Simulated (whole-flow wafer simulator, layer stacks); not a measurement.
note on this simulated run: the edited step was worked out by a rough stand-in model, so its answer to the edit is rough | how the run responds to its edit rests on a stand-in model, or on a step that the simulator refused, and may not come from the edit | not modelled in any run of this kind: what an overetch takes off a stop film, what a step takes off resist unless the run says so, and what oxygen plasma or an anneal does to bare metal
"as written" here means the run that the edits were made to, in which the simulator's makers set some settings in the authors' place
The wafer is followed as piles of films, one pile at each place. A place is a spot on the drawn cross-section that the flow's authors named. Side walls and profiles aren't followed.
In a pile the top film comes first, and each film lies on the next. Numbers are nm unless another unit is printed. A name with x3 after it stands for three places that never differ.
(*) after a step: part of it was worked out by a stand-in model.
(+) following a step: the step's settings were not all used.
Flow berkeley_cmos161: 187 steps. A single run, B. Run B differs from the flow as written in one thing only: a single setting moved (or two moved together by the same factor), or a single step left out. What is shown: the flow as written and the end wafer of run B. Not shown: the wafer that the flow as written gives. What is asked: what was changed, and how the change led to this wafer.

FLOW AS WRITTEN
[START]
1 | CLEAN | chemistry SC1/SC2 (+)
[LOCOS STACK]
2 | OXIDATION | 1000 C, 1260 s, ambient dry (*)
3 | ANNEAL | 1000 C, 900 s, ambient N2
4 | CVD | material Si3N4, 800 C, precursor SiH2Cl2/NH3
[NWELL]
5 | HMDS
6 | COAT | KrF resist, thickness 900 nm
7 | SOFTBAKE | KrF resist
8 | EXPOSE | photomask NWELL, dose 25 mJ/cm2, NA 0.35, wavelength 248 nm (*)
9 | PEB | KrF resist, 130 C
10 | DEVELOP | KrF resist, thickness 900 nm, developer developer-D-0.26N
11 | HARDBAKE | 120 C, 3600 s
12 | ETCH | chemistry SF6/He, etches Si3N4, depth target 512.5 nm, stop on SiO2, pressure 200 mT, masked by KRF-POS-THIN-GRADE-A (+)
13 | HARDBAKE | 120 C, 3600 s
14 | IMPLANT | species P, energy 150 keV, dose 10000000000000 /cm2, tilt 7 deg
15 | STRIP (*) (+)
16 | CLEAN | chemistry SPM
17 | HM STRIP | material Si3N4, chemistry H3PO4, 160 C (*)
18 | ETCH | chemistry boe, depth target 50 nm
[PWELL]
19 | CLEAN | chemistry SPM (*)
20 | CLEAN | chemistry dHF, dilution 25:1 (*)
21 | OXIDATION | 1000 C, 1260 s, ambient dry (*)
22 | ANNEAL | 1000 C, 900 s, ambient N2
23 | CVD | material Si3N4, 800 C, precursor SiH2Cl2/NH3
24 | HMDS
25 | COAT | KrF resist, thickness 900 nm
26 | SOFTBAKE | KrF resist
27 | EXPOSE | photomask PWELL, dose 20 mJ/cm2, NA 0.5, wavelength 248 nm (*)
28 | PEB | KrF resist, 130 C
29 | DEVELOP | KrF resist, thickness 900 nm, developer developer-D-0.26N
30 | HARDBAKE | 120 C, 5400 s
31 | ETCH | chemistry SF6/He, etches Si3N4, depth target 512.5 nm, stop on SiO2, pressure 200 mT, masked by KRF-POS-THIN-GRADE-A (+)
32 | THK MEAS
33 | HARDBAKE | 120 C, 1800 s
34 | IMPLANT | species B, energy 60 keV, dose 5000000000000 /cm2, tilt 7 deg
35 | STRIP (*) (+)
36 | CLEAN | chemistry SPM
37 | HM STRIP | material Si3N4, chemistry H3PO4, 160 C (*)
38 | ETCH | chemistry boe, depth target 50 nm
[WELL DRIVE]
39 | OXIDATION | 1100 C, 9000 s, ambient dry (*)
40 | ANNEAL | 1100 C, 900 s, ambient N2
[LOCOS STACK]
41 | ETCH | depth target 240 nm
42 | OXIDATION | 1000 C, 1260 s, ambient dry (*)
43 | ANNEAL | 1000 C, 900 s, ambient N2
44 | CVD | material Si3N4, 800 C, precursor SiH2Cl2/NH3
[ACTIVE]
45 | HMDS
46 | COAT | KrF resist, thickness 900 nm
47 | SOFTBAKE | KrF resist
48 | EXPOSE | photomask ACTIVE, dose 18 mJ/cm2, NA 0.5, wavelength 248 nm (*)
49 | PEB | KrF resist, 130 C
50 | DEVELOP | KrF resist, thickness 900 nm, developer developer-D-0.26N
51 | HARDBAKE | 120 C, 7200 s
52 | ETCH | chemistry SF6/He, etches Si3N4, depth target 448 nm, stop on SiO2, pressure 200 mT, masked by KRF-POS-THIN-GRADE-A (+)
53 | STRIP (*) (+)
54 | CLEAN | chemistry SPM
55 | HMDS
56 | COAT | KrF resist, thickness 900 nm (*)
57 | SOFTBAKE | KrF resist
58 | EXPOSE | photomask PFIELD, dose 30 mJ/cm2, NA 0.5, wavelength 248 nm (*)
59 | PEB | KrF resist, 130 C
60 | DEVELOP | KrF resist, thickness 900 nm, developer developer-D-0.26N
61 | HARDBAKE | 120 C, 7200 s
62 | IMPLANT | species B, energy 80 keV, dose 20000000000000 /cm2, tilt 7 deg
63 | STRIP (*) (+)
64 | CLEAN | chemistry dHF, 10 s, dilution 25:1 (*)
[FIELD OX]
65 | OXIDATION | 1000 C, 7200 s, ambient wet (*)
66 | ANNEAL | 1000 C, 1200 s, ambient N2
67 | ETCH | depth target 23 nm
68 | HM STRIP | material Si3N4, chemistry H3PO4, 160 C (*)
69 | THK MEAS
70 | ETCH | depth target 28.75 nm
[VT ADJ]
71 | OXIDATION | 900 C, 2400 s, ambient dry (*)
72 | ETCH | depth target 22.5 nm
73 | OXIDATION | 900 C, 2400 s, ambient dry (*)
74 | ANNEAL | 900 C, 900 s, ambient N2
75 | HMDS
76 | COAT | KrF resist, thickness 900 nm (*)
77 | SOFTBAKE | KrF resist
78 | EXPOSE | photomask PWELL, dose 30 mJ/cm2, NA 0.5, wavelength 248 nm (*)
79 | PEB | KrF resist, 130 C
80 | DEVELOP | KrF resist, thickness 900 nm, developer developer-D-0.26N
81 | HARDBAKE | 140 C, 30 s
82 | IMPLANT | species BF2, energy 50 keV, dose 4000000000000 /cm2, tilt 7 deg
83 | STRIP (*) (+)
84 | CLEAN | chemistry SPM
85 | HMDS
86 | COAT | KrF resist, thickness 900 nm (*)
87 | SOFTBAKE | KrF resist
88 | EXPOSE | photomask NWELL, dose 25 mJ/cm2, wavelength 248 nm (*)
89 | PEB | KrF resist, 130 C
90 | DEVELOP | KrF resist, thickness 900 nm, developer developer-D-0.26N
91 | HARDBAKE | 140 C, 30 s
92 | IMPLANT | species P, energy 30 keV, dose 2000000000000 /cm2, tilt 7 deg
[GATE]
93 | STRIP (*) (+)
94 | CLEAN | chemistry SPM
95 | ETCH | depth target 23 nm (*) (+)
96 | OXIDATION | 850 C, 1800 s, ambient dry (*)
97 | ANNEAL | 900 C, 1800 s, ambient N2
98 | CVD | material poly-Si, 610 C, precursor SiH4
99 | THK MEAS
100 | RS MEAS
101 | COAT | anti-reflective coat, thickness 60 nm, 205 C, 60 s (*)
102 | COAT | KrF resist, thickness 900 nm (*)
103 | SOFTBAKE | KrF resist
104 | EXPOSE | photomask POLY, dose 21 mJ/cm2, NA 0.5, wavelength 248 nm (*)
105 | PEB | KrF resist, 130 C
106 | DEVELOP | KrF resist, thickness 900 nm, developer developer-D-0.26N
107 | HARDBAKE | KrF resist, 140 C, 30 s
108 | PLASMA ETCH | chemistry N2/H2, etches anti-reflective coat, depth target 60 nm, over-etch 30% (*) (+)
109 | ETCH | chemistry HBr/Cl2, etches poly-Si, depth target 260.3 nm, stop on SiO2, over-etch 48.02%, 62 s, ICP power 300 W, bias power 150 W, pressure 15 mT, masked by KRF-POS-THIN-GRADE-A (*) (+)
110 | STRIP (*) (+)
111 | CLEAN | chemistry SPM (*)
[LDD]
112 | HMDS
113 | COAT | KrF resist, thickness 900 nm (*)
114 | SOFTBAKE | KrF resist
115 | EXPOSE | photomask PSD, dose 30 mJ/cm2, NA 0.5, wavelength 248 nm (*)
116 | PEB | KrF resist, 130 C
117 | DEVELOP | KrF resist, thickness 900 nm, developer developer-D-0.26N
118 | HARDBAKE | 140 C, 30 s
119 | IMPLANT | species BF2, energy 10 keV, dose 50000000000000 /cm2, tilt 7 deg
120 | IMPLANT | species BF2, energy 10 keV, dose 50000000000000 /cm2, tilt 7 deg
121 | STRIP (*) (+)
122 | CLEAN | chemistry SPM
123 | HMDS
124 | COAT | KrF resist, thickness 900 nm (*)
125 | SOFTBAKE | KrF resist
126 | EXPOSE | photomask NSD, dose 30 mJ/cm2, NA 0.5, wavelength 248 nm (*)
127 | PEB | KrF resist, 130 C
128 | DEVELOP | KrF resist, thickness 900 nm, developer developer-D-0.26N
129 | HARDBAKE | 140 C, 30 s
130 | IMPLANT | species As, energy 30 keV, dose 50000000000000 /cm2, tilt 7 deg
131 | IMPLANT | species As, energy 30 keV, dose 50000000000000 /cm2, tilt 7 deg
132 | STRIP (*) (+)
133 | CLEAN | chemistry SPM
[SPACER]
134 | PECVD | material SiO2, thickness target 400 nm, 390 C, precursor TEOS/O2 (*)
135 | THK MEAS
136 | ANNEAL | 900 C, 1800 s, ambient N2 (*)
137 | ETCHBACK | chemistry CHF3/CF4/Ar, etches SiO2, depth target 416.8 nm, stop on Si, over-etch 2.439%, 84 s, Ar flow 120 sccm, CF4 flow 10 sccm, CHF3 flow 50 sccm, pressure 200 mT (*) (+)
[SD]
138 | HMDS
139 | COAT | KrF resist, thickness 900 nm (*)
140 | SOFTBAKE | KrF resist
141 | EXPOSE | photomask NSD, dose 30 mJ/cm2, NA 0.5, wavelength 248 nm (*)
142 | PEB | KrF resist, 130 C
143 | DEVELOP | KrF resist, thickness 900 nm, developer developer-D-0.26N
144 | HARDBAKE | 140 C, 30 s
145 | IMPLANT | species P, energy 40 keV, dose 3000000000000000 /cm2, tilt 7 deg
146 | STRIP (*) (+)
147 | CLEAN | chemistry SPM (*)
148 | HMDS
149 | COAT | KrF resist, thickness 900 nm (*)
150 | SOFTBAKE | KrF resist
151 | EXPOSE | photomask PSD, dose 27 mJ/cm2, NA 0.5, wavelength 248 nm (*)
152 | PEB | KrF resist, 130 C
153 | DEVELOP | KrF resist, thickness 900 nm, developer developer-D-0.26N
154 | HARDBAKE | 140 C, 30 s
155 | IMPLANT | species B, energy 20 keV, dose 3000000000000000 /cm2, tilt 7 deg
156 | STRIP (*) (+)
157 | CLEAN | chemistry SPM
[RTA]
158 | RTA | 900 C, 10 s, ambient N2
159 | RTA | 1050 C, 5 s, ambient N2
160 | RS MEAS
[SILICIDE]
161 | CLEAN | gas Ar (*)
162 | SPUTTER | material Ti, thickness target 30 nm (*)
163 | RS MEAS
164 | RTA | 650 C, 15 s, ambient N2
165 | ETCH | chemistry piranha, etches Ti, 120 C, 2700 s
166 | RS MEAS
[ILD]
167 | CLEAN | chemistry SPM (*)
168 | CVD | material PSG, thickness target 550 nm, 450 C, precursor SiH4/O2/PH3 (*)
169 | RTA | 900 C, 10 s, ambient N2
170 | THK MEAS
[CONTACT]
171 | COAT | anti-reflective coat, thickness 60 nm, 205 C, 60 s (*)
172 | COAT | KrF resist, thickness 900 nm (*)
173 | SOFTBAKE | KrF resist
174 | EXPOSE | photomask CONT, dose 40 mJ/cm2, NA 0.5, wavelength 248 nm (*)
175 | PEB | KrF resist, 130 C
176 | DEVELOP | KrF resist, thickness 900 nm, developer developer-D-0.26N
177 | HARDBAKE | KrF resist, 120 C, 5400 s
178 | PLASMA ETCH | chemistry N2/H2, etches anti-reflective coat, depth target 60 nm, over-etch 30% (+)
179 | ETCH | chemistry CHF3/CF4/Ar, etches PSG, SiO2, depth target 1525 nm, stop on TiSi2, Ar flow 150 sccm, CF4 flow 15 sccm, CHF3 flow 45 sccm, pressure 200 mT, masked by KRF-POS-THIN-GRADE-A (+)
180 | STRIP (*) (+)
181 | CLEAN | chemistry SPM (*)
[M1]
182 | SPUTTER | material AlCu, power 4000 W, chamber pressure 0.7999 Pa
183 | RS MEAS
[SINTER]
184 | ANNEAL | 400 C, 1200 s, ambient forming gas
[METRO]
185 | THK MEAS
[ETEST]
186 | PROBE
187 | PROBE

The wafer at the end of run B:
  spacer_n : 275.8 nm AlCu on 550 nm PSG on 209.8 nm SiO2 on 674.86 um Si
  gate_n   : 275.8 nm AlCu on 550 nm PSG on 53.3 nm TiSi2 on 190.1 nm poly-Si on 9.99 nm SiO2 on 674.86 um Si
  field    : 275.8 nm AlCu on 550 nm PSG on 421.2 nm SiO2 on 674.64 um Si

The reason: step 95, ETCH: depth target 10.19 nm was run, while the flow as written has depth target 23 nm.

How this came from the change, step by step:
  95 | ETCH | depth target 23 nm (*) (+)
      sd_n, spacer_n, gate_n, sd_p, spacer_p, gate_p, contact, m1: -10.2 SiO2 (as written it would have been: -14.9 SiO2 (all of it))
      field: -10.2 SiO2 (as written it would have been: -23 SiO2)
  96 | OXIDATION | 850 C, 1800 s, ambient dry (*)
      sd_n, spacer_n, gate_n, sd_p, spacer_p, gate_p, contact, m1: +5.23 SiO2, -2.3 Si (as written it would have been: +7.48 SiO2 (new film), -3.29 Si)
  101 | COAT | anti-reflective coat, thickness 60 nm, 205 C, 60 s (*)
      sd_n: +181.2 anti-reflective coat (new film) (as written it would have been: +173.5 anti-reflective coat (new film))
      spacer_n: +27 anti-reflective coat (new film) (as written it would have been: +28.7 anti-reflective coat (new film))
      (and at 4 other places as well)
  108 | PLASMA ETCH | chemistry N2/H2, etches anti-reflective coat, depth target 60 nm, over-etch 30% (*) (+)
      sd_n: -181.2 anti-reflective coat (all of it), -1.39 poly-Si (as written it would have been: -173.5 anti-reflective coat (all of it), -1.33 poly-Si)
      spacer_n: -27 anti-reflective coat (all of it), -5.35 poly-Si (as written it would have been: -28.7 anti-reflective coat (all of it), -5.05 poly-Si)
      (and at 2 other places as well)
  110 | STRIP (*) (+)
      gate_n: +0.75 chemical SiO2 (new film), -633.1 KrF resist (all of it), -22 anti-reflective coat (all of it), -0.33 poly-Si (as written it would have been: +0.75 chemical SiO2 (new film), -626.8 KrF resist (all of it), -23.7 anti-reflective coat (all of it), -0.33 poly-Si)
      gate_p: +0.75 chemical SiO2 (new film), -601.8 KrF resist (all of it), -27 anti-reflective coat (all of it), -0.33 poly-Si (as written it would have been: +0.75 chemical SiO2 (new film), -598.2 KrF resist (all of it), -27.9 anti-reflective coat (all of it), -0.33 poly-Si)
  171 | COAT | anti-reflective coat, thickness 60 nm, 205 C, 60 s (*)
      sd_n: +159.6 anti-reflective coat (new film) (as written it would have been: +149.7 anti-reflective coat (new film))
      m1: +100.6 anti-reflective coat (new film) (as written it would have been: +97.8 anti-reflective coat (new film))
  180 | STRIP (*) (+)
      sd_n: -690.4 KrF resist (all of it), -159.6 anti-reflective coat (all of it) (as written it would have been: -692.5 KrF resist (all of it), -149.7 anti-reflective coat (all of it))
      m1: -744.3 KrF resist (all of it), -100.6 anti-reflective coat (all of it) (as written it would have been: -739.9 KrF resist (all of it), -97.8 anti-reflective coat (all of it))
